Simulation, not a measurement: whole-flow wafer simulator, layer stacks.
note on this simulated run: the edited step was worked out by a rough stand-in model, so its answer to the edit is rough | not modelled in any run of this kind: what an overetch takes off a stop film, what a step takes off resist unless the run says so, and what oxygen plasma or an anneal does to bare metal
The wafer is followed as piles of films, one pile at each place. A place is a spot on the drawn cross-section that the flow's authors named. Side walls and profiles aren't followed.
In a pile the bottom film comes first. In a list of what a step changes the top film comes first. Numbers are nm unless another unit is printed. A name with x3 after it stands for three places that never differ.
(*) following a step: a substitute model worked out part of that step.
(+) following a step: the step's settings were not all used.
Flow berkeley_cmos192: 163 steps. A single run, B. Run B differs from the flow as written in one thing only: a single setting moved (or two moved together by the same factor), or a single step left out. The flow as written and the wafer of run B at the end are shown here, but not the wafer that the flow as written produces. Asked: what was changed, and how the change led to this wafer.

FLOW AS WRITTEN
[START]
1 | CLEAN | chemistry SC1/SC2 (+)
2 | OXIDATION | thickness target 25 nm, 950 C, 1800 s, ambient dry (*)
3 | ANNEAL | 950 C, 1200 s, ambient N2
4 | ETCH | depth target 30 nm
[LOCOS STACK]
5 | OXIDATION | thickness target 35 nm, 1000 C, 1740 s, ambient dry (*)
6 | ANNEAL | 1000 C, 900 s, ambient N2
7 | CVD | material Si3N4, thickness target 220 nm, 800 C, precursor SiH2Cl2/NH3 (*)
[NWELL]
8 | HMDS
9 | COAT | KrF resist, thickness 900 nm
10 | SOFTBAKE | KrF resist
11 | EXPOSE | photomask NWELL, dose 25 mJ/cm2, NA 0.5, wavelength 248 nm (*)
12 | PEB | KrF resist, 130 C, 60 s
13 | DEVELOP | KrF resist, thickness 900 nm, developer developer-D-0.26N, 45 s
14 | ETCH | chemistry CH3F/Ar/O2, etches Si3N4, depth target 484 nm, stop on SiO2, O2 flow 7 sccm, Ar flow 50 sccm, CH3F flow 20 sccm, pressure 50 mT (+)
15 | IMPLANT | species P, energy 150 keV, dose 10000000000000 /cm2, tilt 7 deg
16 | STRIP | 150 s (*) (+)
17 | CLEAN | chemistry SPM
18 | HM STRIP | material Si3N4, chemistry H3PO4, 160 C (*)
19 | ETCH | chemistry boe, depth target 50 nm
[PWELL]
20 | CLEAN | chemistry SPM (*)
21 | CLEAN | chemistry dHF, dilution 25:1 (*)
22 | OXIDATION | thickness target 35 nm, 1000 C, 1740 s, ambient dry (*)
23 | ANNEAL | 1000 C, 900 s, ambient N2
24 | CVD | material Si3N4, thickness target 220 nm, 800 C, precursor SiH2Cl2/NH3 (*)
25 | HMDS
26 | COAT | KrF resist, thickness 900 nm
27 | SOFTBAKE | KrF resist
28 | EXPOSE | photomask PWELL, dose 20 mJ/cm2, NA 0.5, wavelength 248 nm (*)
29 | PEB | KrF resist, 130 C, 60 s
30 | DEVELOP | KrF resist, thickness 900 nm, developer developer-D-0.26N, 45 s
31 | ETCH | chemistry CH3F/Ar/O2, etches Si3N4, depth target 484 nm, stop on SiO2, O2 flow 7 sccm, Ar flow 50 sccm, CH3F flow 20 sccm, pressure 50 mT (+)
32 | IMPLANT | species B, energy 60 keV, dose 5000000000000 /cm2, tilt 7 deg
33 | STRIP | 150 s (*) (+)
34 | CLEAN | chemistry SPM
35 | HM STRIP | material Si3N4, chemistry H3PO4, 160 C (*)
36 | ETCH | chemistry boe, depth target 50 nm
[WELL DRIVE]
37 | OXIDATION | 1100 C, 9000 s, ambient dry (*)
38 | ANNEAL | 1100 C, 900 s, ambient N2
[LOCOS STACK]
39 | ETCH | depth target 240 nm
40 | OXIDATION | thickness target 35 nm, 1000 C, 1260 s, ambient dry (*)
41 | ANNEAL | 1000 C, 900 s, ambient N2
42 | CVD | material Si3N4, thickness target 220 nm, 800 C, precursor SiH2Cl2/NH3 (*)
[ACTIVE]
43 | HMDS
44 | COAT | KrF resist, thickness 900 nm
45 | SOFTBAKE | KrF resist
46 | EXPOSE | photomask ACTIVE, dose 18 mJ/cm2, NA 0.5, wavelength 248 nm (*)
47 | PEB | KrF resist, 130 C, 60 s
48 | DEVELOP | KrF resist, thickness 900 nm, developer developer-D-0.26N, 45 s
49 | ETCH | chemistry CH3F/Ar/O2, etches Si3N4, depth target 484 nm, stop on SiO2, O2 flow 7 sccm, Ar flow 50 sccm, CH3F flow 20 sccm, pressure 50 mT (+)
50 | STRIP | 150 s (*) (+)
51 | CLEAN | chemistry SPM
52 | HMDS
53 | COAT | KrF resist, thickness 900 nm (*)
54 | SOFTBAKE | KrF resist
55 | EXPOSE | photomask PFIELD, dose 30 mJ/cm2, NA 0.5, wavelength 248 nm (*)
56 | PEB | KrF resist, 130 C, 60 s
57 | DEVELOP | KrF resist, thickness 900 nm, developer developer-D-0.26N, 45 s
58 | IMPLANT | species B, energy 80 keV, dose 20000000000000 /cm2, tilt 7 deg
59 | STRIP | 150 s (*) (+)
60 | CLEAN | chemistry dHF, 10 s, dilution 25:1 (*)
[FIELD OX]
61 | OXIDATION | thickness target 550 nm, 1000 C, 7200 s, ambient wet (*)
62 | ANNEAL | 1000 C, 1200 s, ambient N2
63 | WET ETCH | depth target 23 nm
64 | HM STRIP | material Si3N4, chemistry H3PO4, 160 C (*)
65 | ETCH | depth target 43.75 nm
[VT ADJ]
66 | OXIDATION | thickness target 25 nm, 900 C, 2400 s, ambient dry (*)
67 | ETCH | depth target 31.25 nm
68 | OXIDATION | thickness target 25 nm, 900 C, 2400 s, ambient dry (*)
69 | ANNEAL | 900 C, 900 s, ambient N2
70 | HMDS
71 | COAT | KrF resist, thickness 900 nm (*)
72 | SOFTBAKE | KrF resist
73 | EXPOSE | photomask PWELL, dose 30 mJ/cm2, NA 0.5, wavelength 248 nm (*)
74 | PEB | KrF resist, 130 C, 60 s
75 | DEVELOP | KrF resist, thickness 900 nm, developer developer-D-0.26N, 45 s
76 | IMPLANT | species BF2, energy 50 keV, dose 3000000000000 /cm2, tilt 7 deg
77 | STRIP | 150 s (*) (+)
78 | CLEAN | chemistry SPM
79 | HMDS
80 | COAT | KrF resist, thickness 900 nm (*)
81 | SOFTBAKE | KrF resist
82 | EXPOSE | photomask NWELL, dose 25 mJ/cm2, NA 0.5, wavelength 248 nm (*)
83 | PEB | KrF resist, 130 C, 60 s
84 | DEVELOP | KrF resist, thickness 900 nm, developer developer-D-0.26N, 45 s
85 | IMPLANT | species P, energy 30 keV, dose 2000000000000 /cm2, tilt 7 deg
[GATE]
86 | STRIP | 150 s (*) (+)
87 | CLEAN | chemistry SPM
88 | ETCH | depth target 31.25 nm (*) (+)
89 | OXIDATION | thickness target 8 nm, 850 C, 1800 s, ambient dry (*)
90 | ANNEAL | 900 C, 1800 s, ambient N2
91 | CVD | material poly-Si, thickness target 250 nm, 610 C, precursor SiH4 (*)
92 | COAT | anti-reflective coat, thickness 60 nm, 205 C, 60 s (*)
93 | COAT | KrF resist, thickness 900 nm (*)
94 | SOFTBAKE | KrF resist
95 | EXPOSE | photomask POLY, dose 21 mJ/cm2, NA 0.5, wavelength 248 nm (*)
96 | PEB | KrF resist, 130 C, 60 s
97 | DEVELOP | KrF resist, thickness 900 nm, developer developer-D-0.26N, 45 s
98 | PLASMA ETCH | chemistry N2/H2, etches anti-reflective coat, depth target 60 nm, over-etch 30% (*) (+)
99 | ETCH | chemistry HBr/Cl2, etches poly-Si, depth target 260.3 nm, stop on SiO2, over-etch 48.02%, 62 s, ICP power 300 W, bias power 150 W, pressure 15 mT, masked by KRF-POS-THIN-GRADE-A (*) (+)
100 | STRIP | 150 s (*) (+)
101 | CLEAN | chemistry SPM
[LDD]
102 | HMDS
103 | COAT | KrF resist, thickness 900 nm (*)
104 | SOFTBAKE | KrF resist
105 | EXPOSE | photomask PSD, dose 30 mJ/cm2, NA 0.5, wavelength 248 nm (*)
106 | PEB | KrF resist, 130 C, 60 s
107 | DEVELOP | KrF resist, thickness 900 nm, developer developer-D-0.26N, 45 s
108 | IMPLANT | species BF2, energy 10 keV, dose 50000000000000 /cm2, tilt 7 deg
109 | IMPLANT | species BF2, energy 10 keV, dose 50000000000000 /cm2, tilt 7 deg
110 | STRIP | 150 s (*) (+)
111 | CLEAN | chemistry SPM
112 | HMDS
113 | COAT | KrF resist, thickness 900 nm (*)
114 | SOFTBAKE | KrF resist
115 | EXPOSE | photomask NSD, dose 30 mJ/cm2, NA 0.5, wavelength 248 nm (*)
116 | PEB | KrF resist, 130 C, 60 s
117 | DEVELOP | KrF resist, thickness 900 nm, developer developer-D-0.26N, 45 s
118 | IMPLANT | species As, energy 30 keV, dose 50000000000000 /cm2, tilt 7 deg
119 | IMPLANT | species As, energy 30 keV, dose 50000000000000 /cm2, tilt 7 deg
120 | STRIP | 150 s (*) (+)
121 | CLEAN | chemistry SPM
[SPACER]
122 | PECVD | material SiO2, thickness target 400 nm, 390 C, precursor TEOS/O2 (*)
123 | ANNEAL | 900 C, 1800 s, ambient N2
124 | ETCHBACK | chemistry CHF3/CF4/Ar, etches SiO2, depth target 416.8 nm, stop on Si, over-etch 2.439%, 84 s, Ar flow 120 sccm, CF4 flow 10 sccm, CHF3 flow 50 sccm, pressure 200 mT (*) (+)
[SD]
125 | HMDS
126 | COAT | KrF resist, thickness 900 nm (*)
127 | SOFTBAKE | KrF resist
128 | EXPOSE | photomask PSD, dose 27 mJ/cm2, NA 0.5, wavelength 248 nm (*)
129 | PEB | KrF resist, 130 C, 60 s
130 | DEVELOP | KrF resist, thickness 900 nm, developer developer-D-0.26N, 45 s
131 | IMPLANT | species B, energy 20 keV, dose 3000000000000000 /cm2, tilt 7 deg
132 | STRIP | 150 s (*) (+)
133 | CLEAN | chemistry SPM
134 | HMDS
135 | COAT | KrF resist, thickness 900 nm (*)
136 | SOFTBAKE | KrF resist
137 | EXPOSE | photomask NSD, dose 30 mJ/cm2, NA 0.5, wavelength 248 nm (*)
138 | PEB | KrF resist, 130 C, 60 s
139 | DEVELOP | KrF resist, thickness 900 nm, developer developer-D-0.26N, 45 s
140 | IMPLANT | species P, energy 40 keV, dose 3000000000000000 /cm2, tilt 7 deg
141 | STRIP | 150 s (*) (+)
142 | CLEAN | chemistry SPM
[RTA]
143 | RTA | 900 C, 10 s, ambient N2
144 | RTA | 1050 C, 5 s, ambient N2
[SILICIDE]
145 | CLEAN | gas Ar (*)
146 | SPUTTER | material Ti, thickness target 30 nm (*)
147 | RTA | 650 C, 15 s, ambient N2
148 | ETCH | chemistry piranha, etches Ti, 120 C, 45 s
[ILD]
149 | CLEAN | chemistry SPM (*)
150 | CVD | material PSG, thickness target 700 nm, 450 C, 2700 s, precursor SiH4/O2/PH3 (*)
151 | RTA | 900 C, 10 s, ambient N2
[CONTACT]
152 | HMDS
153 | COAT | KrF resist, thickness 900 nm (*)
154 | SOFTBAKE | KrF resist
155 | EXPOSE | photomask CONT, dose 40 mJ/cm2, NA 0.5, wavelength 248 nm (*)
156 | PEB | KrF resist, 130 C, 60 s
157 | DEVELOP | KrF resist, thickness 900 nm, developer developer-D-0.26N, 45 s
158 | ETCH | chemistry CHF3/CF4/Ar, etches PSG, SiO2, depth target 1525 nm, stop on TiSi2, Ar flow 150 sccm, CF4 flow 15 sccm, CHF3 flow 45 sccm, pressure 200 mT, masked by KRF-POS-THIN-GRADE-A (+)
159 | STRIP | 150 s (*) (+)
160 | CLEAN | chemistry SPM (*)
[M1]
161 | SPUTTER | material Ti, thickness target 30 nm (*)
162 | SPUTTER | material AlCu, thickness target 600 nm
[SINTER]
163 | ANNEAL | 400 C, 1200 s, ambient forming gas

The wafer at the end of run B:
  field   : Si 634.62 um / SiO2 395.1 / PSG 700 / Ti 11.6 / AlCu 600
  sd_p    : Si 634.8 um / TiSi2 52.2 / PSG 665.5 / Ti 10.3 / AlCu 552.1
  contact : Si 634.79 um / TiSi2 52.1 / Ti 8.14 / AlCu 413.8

What caused this: step 161, SPUTTER: thickness target 11.58 nm was run, though the flow has thickness target 30 nm.
One can read it off the wafer: field has Ti 11.6, and step 161 as written asks for 30 nm.

How this came from the change, step by step:
  161 | SPUTTER | material Ti, thickness target 30 nm (*)
      field, sd_n, spacer_n, gate, spacer_p, gate_p, m1: +11.6 Ti (new film) (it would be, as written: +30 Ti (new film))
      sd_p: +10.3 Ti (new film) (it would be, as written: +26.6 Ti (new film))
      (also at 1 further place)
